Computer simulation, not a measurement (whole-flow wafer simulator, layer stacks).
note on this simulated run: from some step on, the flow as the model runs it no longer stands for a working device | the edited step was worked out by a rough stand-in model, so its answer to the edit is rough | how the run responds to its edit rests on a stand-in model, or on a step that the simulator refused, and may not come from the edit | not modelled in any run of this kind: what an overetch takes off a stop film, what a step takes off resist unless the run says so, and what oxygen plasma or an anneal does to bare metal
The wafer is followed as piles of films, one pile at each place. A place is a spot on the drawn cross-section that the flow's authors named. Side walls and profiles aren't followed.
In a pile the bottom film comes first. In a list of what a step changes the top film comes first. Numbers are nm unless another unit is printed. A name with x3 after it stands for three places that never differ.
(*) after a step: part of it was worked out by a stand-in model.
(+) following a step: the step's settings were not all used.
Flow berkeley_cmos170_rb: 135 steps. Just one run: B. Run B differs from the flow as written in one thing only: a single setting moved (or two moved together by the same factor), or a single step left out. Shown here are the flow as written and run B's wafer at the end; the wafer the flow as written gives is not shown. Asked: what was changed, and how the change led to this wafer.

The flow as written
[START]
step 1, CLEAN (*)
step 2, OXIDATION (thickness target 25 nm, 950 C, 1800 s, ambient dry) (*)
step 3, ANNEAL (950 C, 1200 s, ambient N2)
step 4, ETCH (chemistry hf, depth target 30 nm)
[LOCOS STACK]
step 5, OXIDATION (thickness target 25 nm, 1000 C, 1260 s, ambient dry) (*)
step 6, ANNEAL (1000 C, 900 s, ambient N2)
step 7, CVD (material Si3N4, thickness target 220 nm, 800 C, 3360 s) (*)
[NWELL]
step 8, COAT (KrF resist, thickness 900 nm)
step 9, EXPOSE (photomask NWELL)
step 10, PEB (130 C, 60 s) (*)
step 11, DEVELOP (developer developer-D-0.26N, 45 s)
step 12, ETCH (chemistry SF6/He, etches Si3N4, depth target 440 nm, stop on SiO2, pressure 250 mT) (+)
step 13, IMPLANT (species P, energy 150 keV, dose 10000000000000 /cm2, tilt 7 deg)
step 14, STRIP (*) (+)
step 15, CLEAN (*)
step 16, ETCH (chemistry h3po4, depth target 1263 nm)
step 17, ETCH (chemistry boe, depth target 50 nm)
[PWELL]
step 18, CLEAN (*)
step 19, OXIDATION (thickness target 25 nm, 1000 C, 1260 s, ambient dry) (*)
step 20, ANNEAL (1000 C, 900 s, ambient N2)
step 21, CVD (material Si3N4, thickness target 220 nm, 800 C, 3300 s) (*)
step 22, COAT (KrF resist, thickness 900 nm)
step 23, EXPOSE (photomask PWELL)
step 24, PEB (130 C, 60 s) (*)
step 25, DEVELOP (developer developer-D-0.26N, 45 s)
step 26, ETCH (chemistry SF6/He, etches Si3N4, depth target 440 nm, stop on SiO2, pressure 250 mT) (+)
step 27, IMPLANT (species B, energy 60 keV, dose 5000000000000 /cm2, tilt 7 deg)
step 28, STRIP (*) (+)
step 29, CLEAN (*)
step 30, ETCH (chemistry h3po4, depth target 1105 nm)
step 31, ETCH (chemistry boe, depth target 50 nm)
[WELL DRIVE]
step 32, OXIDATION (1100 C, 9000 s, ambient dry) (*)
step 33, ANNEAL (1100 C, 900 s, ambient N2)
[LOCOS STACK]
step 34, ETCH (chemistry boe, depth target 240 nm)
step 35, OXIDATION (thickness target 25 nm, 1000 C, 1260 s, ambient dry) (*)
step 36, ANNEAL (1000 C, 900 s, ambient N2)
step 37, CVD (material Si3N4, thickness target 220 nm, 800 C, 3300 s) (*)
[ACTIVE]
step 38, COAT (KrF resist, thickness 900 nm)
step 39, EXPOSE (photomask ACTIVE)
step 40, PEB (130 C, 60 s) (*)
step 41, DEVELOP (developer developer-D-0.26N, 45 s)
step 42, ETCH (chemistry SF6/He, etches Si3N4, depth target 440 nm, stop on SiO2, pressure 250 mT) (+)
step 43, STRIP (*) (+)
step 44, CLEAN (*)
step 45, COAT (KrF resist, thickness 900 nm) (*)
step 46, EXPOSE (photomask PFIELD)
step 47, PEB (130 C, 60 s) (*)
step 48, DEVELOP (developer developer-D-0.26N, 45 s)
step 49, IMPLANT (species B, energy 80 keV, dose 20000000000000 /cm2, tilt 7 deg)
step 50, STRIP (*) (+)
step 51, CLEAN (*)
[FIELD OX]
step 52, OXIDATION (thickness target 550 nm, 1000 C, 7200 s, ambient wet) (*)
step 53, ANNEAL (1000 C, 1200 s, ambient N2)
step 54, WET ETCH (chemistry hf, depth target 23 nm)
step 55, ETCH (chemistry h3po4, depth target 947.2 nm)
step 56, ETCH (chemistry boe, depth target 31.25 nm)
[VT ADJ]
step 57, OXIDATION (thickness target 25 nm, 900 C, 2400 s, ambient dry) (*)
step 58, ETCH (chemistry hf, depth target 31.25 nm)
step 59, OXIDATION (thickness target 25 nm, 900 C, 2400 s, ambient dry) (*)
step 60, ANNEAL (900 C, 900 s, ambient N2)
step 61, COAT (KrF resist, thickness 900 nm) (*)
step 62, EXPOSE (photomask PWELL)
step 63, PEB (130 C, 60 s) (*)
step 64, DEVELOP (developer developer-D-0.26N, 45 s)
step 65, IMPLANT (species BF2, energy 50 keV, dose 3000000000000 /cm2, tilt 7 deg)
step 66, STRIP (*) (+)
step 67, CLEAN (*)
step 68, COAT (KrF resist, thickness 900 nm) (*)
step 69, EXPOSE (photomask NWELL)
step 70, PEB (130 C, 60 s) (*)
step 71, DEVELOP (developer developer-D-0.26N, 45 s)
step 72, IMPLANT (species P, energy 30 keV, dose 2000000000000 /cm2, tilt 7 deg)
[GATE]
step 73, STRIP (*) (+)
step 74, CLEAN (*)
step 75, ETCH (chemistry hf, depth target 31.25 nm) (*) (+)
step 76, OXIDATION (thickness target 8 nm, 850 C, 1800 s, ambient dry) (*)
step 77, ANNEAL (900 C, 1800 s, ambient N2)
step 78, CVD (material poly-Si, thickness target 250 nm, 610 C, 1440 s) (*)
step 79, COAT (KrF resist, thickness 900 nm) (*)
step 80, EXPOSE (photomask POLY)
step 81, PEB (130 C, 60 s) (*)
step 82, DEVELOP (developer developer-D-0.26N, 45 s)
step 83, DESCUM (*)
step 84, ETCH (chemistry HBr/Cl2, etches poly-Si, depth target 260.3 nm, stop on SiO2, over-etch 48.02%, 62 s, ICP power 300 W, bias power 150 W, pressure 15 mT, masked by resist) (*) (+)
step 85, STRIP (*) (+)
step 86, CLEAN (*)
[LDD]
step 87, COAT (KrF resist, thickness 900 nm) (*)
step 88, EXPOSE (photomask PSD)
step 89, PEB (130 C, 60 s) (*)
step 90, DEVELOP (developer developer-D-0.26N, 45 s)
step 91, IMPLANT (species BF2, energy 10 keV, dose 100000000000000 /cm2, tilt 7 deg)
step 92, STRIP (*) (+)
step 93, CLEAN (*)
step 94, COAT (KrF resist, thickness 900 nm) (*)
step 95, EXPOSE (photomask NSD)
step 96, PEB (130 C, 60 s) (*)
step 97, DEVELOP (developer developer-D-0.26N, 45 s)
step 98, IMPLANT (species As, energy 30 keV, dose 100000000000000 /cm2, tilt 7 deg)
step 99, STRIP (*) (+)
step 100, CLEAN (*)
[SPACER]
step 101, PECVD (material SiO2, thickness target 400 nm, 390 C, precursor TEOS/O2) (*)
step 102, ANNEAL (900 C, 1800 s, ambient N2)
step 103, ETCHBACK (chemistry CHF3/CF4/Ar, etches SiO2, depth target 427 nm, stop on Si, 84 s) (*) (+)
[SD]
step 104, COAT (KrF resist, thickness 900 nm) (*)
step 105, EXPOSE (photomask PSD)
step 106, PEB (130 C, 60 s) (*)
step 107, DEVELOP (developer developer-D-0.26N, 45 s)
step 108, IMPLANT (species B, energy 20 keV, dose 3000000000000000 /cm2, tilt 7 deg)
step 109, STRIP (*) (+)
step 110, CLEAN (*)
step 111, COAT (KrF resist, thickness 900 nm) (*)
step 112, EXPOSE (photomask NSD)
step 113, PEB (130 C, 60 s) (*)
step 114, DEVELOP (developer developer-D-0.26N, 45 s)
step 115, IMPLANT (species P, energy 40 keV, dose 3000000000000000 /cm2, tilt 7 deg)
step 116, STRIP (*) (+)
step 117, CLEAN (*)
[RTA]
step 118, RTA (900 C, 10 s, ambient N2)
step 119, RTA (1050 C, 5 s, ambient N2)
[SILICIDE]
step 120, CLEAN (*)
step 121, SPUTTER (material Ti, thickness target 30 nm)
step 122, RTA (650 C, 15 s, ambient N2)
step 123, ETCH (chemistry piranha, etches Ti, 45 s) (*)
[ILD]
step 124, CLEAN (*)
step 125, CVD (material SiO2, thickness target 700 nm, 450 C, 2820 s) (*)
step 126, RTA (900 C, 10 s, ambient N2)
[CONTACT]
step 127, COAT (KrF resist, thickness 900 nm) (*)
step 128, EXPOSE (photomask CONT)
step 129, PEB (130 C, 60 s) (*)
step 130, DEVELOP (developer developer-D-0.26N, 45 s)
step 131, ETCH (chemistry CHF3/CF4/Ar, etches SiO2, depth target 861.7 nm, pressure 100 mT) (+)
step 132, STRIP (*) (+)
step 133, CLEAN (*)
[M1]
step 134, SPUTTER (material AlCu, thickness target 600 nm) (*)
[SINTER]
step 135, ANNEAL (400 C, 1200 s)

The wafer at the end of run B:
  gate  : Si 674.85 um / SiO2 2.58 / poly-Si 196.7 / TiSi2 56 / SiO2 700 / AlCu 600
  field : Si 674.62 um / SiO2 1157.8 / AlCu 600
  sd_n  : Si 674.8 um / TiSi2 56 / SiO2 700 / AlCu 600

The reason: step 76, OXIDATION: 722 C was run, though the flow has 850 C.

Step by step, how the change led to this:
  step 76, OXIDATION (thickness target 8 nm, 850 C, 1800 s, ambient dry) (*)
      sd_n, spacer_n, gate, sd_p, spacer_p, gate_p, contact, m1: SiO2 gains 2.58 (new film), Si loses 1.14 (it would be, as written: SiO2 gains 7.53 (new film), Si loses 3.31)
